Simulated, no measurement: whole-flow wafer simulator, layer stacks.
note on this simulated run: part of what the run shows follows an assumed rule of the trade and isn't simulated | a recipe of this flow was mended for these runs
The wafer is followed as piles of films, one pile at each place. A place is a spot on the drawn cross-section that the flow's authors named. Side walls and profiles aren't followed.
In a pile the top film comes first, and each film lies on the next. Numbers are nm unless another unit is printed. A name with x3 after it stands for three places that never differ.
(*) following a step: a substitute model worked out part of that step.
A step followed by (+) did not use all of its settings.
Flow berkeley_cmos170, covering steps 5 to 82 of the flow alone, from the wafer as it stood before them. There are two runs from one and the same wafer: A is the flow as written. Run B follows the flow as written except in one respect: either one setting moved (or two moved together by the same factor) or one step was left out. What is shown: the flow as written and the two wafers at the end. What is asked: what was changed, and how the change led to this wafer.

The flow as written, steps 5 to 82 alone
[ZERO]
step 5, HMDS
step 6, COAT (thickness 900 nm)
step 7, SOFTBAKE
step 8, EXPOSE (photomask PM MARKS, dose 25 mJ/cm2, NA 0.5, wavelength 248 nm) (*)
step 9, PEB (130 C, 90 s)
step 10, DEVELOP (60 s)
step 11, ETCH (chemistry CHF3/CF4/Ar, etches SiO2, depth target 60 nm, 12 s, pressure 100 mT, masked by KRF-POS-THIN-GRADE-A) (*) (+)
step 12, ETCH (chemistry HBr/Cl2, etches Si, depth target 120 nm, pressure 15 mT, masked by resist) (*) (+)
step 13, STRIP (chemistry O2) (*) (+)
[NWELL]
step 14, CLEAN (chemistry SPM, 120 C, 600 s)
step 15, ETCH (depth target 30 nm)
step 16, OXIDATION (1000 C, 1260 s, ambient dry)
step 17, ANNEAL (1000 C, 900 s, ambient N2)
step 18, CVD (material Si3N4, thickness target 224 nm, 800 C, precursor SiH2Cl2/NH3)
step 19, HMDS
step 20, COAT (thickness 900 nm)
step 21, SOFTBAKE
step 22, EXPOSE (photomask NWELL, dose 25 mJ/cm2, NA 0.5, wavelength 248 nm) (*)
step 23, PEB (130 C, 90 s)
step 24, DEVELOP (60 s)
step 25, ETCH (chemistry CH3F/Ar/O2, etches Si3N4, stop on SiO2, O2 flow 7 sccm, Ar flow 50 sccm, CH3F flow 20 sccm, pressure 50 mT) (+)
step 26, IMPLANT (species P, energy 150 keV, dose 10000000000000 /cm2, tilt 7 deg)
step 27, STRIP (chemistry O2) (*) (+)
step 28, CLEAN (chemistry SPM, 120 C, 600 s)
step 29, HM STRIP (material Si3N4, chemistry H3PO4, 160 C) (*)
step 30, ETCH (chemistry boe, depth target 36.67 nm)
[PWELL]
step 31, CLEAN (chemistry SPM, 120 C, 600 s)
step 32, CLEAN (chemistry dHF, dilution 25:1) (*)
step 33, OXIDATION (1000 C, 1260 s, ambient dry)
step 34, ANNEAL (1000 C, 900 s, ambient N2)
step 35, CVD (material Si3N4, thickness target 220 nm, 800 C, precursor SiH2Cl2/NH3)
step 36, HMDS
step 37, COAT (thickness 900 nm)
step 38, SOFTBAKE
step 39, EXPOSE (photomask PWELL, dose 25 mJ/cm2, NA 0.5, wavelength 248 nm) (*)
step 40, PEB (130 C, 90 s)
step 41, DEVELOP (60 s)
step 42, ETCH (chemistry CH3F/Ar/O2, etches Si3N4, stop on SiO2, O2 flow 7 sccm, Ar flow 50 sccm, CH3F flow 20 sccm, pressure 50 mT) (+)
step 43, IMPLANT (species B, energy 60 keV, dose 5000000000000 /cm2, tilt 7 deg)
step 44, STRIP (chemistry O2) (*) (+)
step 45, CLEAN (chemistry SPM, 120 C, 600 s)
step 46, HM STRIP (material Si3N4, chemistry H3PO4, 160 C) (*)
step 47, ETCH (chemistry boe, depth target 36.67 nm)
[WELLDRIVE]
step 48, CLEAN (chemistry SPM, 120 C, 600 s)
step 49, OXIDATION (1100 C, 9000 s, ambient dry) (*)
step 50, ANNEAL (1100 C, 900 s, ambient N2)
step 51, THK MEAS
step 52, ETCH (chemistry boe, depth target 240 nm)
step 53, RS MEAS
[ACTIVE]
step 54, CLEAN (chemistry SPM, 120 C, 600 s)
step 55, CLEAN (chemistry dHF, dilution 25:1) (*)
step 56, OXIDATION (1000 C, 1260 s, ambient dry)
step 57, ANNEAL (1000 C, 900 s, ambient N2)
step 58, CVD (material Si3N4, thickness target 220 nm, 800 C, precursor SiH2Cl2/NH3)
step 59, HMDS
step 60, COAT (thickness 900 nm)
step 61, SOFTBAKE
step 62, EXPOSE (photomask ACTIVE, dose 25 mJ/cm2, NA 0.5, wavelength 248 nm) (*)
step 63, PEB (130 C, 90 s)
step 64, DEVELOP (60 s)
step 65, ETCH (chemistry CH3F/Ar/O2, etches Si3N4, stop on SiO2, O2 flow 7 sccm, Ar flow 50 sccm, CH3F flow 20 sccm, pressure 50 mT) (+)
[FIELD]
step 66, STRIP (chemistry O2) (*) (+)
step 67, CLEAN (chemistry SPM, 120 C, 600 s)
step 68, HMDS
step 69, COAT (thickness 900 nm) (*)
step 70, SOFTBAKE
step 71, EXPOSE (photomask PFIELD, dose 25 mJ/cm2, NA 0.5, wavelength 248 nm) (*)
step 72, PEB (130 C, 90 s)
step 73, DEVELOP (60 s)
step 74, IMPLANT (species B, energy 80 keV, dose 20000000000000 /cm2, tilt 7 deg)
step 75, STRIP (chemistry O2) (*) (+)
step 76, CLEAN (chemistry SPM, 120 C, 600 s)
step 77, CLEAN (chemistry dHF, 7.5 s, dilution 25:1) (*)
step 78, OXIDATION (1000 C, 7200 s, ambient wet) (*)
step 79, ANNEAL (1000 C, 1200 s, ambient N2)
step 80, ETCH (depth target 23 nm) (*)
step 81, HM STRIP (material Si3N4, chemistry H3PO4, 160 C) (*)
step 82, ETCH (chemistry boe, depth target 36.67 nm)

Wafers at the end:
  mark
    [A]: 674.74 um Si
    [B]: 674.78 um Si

What caused this: step 12, ETCH: depth target 84 nm was run, though the flow has depth target 120 nm.

How this came from the change, step by step:
  step 12, ETCH (chemistry HBr/Cl2, etches Si, depth target 120 nm, pressure 15 mT, masked by resist) (*) (+)
      field, sd_n, spacer_n and 9 more: A KrF-resist loses 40 | B KrF-resist loses 28
      mark: A Si loses 120 | B Si loses 84
